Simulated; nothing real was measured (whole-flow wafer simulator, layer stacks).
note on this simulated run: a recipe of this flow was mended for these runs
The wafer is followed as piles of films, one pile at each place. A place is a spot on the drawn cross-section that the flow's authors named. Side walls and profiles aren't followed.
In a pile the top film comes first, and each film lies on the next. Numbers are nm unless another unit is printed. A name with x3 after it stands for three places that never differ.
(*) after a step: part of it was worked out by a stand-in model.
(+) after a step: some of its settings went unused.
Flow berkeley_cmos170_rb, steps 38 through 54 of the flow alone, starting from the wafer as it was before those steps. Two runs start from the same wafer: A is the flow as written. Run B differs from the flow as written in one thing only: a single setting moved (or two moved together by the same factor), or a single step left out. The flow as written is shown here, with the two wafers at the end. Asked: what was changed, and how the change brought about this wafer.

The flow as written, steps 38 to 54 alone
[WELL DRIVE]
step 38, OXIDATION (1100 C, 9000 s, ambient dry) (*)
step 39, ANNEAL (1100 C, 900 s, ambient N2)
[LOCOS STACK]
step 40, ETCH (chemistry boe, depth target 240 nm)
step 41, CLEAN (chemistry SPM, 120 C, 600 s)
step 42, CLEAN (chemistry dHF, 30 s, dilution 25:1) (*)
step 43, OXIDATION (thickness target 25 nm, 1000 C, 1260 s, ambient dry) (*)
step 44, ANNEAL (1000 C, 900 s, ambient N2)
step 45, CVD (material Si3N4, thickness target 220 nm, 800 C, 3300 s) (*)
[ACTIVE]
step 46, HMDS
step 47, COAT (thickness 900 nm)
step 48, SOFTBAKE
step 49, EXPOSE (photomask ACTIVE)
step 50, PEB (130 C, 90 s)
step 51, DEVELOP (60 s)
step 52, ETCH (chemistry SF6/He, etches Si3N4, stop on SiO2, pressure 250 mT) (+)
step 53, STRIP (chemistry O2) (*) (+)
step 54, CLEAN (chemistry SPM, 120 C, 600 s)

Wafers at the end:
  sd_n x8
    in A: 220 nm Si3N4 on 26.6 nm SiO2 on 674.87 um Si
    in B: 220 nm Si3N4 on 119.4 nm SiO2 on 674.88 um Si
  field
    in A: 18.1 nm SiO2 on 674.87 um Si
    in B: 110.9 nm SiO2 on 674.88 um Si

What caused this: step 40, ETCH: depth target 84 nm was run, while the flow as written has depth target 240 nm.

Step by step, how the change led to this:
  step 40, ETCH (chemistry boe, depth target 240 nm)
      field, sd_n x8: A -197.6 SiO2 (all of it) | B -84 SiO2
  step 41, CLEAN (chemistry SPM, 120 C, 600 s)
      field, sd_n x8: A +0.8 chemical SiO2 (new film), -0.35 Si | B nothing
  step 42, CLEAN (chemistry dHF, 30 s, dilution 25:1) (*)
      field, sd_n x8: A -0.8 chemical SiO2 (all of it) | B -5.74 SiO2
  step 43, OXIDATION (thickness target 25 nm, 1000 C, 1260 s, ambient dry) (*)
      field, sd_n x8: A +26.6 SiO2 (new film), -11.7 Si | B +11.4 SiO2, -5.03 Si
